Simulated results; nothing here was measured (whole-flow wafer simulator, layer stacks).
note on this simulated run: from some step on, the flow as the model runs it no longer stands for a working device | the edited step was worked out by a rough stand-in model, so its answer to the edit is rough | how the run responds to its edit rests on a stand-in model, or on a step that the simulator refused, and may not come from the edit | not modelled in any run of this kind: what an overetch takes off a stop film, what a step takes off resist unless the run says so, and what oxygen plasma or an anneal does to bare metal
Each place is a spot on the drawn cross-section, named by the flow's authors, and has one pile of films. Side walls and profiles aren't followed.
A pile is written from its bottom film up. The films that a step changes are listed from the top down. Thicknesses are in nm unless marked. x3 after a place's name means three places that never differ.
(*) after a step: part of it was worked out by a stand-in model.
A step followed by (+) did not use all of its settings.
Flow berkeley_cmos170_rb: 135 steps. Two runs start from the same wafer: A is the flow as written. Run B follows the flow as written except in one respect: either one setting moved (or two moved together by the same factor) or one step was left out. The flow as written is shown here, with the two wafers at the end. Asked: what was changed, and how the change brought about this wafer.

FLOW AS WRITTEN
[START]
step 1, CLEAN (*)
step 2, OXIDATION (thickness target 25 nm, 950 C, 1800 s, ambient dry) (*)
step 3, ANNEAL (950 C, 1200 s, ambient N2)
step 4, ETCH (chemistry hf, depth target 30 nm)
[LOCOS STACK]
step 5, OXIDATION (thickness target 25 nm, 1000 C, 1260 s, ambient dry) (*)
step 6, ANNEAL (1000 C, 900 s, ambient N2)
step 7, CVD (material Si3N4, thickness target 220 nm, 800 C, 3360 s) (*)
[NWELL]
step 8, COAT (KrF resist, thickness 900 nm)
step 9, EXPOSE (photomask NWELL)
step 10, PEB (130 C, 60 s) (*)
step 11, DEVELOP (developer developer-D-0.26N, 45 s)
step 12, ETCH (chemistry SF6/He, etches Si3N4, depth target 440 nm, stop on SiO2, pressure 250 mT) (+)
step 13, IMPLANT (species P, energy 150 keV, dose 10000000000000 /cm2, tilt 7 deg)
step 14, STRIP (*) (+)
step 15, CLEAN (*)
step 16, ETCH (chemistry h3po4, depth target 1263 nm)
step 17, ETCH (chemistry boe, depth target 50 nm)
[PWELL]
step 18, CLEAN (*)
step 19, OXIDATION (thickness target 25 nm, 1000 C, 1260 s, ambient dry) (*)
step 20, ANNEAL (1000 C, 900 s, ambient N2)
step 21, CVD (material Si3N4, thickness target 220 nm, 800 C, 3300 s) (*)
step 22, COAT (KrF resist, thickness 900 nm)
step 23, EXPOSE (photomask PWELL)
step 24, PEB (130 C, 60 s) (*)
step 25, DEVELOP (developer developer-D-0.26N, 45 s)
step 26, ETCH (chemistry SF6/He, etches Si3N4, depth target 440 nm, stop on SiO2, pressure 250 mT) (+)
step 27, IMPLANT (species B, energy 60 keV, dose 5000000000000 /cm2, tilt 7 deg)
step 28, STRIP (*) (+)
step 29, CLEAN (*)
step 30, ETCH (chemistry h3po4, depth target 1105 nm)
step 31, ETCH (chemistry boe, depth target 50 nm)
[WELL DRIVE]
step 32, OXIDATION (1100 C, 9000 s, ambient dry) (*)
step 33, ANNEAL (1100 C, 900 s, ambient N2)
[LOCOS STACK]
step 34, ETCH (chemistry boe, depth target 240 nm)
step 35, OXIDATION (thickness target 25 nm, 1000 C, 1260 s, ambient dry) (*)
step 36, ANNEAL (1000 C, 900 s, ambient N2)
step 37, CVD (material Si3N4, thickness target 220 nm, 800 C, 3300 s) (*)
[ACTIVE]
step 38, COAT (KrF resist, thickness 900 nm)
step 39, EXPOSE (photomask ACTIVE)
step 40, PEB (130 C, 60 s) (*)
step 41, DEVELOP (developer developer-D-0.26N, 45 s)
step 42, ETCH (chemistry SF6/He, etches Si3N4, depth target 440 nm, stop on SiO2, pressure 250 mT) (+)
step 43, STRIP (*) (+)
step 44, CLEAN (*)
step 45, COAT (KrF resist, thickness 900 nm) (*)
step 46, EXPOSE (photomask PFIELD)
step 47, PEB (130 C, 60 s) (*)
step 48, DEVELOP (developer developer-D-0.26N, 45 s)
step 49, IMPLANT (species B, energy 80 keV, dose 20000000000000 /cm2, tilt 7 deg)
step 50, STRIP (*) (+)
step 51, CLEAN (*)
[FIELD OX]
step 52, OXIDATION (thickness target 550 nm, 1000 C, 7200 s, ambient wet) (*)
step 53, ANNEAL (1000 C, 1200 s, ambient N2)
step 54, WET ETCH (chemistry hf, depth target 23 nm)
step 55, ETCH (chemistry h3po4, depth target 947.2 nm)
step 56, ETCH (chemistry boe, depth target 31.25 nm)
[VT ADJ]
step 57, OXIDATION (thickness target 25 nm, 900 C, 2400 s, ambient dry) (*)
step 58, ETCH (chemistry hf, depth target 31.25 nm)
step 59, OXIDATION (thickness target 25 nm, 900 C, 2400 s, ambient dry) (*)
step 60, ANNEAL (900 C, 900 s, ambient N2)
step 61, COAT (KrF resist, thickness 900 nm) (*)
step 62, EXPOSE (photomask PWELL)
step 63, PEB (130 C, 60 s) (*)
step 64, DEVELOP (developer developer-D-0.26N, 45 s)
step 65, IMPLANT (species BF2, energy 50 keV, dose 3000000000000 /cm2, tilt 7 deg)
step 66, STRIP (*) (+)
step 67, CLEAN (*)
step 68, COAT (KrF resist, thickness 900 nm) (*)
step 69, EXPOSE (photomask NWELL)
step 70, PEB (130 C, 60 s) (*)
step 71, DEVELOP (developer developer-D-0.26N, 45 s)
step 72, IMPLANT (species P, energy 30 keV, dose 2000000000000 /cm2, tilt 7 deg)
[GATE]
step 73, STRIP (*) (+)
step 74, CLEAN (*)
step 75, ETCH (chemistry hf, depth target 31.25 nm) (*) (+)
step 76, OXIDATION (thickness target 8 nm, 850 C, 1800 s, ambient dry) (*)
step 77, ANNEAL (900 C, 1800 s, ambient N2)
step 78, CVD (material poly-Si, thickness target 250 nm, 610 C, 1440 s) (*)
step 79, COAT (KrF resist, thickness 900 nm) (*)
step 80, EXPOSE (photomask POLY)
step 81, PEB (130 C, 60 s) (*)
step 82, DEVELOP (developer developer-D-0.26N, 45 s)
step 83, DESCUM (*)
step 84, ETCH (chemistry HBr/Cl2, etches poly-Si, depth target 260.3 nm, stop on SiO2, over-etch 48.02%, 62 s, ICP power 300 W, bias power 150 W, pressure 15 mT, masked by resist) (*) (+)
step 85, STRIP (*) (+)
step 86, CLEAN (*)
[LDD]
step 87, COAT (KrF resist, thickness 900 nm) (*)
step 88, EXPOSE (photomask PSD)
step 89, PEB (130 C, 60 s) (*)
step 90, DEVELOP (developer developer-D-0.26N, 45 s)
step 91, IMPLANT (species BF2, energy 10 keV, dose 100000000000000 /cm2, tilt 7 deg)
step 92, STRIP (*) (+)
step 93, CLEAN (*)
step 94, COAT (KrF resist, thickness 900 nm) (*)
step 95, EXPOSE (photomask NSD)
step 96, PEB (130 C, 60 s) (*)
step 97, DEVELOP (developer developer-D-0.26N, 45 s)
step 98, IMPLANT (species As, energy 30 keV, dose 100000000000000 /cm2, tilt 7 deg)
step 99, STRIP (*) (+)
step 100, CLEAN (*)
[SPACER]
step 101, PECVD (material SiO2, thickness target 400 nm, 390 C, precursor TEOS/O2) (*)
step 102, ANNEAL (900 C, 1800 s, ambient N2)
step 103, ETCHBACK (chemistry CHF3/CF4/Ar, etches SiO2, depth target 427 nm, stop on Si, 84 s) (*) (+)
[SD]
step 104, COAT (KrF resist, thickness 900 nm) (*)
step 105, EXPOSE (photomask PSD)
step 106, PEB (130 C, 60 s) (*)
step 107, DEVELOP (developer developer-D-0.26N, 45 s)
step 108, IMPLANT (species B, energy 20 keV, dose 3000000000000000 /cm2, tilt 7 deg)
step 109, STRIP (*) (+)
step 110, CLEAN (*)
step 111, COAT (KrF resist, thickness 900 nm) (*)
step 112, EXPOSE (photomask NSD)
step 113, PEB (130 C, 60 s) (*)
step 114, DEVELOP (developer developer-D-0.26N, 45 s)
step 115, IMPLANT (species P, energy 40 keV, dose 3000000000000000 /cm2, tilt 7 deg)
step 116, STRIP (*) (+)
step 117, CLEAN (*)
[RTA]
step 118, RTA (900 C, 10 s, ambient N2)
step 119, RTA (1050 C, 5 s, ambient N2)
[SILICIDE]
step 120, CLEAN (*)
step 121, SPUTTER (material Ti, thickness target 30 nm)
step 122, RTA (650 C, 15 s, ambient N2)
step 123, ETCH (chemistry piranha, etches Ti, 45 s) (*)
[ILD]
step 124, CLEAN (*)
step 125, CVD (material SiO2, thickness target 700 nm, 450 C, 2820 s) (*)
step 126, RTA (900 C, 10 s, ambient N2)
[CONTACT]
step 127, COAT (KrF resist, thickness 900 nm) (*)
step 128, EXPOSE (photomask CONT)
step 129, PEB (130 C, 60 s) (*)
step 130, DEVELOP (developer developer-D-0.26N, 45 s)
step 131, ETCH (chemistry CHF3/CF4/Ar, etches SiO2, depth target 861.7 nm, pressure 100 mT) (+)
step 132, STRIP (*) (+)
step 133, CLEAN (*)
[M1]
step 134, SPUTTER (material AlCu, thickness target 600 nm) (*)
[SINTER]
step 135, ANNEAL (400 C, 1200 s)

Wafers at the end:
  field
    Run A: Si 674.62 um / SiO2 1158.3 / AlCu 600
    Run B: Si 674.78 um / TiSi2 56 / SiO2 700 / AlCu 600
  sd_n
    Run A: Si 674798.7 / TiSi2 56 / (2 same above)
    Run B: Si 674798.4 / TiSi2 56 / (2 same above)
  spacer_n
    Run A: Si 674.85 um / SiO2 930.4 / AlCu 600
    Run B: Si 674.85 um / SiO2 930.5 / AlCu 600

Cause: step 52, OXIDATION: 800 C was run, while the flow as written has 1000 C.

Step by step, how the change led to this:
  step 52, OXIDATION (thickness target 550 nm, 1000 C, 7200 s, ambient wet) (*)
      gate: A SiO2 gains 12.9 (new film), Si3N4 loses 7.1, SiO2 gains 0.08, Si loses 0.08 | B SiO2 gains 0.32 (new film), Si3N4 loses 0.18
      contact: A SiO2 gains 12.9 (new film), Si3N4 loses 7.1 | B SiO2 gains 0.32 (new film), Si3N4 loses 0.18, SiO2 gains 0.16, Si loses 0.08
      (also at 7 further places)
  step 54, WET ETCH (chemistry hf, depth target 23 nm)
      sd_n, spacer_n, gate, sd_p, spacer_p, gate_p, contact, m1: A SiO2 loses 12.9 (all of it) | B SiO2 loses 0.32 (all of it)
  step 55, ETCH (chemistry h3po4, depth target 947.2 nm)
      sd_n, spacer_n, gate, sd_p, spacer_p, gate_p, contact, m1: A Si3N4 loses 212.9 (all of it) | B Si3N4 loses 219.8 (all of it)
  step 56, ETCH (chemistry boe, depth target 31.25 nm)
      sd_p: A SiO2 loses 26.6 (all of it) | B SiO2 loses 27.7 (all of it)
      m1: A SiO2 loses 31.5 (all of it) | B SiO2 loses 29.9 (all of it)
  step 57, OXIDATION (thickness target 25 nm, 900 C, 2400 s, ambient dry) (*)
      field: A SiO2 gains 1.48, Si loses 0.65 | B SiO2 gains 6.92, Si loses 3.04
  step 58, ETCH (chemistry hf, depth target 31.25 nm)
      field: A SiO2 loses 31.2 | B SiO2 loses 30.9 (all of it)
  step 59, OXIDATION (thickness target 25 nm, 900 C, 2400 s, ambient dry) (*)
      field: A SiO2 gains 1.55, Si loses 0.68 | B SiO2 gains 15 (new film), Si loses 6.62
  step 61, COAT (KrF resist, thickness 900 nm) (*)
      field: A KrF resist gains 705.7 (new film) | B KrF resist gains 914.2 (new film)
      sd_n: A KrF resist gains 957.5 (new film) | B KrF resist gains 896.8 (new film)
      (also at 7 further places)
  step 64, DEVELOP (developer developer-D-0.26N, 45 s)
      field: A KrF resist loses 705.7 (all of it) | B KrF resist loses 914.2 (all of it)
      sd_n: A KrF resist loses 957.5 (all of it) | B KrF resist loses 896.8 (all of it)
      (also at 3 further places)
  step 66, STRIP (*) (+)
      sd_p: A KrF resist loses 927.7 (all of it) | B KrF resist loses 882.9 (all of it)
      spacer_p: A KrF resist loses 911 (all of it) | B KrF resist loses 883.3 (all of it)
      (also at 2 further places)
  step 68, COAT (KrF resist, thickness 900 nm) (*)
      field: A KrF resist gains 705.7 (new film) | B KrF resist gains 914.2 (new film)
      sd_n: A KrF resist gains 957.5 (new film) | B KrF resist gains 896.8 (new film)
      (also at 7 further places)
  step 71, DEVELOP (developer developer-D-0.26N, 45 s)
      sd_p: A KrF resist loses 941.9 (all of it) | B KrF resist loses 897.1 (all of it)
      spacer_p: A KrF resist loses 925.2 (all of it) | B KrF resist loses 897.5 (all of it)
      (also at 1 further place)
  step 73, STRIP (*) (+)
      field: A KrF resist loses 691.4 (all of it) | B KrF resist loses 900 (all of it)
      sd_n: A KrF resist loses 943.2 (all of it) | B KrF resist loses 882.6 (all of it)
      (also at 4 further places)
  step 75, ETCH (chemistry hf, depth target 31.25 nm) (*) (+)
      field: A SiO2 loses 31.3 | B SiO2 loses 15 (all of it)
  step 76, OXIDATION (thickness target 8 nm, 850 C, 1800 s, ambient dry) (*)
      field: A SiO2 gains 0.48, Si loses 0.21 | B SiO2 gains 7.53 (new film), Si loses 3.31
  step 78, CVD (material poly-Si, thickness target 250 nm, 610 C, 1440 s) (*)
      field: A poly-Si gains 250 (new film) | B poly-Si gains 264.1 (new film)
  ... 26 further steps ...
  step 134, SPUTTER (material AlCu, thickness target 600 nm) (*)
      sd_p: A AlCu gains 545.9 (new film) | B AlCu gains 600 (new film)
